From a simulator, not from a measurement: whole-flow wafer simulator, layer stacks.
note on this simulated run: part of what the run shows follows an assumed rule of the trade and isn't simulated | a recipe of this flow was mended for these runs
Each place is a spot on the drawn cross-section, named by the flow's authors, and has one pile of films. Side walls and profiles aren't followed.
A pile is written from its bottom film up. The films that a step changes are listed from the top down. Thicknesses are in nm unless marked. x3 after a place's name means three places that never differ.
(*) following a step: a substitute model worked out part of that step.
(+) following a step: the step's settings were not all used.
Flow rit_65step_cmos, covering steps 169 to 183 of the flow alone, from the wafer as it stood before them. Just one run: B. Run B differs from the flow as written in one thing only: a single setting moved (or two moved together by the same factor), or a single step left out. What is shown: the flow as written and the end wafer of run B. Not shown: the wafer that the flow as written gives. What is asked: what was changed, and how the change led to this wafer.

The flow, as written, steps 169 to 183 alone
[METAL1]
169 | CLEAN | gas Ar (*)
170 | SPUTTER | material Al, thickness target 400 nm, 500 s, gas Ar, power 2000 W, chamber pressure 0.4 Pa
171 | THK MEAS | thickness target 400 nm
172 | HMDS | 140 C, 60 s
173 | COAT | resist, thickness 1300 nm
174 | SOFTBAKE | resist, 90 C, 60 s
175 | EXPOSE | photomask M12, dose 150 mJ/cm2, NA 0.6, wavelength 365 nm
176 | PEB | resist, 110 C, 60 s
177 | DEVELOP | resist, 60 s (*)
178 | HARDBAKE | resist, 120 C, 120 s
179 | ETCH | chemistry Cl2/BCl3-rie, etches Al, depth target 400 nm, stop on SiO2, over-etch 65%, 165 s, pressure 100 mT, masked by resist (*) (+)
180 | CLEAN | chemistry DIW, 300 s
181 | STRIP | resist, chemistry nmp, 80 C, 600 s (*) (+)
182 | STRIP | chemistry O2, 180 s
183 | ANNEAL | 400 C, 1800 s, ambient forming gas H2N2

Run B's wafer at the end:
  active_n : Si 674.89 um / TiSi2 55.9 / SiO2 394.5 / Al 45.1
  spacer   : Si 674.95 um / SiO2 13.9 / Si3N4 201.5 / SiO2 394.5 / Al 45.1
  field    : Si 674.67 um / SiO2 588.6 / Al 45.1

What caused this: step 179, ETCH: depth target 207 nm was run, though the flow has depth target 400 nm; step 179, ETCH: 85 s was run, where the flow has 165 s.

Step by step, how the change led to this:
  179 | ETCH | chemistry Cl2/BCl3-rie, etches Al, depth target 400 nm, stop on SiO2, over-etch 65%, 165 s, pressure 100 mT, masked by resist (*) (+)
      field, field_pw, field_nw and 9 more: Al loses 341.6 (as written it would have been: Al loses 386.7 (all of it), SiO2 loses 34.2)
      contact, m1: resist loses 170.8 (as written it would have been: resist loses 330)
  181 | STRIP | resist, chemistry nmp, 80 C, 600 s (*) (+)
      contact: resist loses 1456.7 (all of it) (as written it would have been: resist loses 1297.5 (all of it))
      m1: resist loses 977.4 (all of it) (as written it would have been: resist loses 818.2 (all of it))
If metal films that touch count as one body, active_n has 1 body; the flow as written gives 0 bodies.
If metal films that touch count as one body, spacer has 1 body; the flow as written gives 0 bodies.
If metal films that touch count as one body, field has 1 body; the flow as written gives 0 bodies.
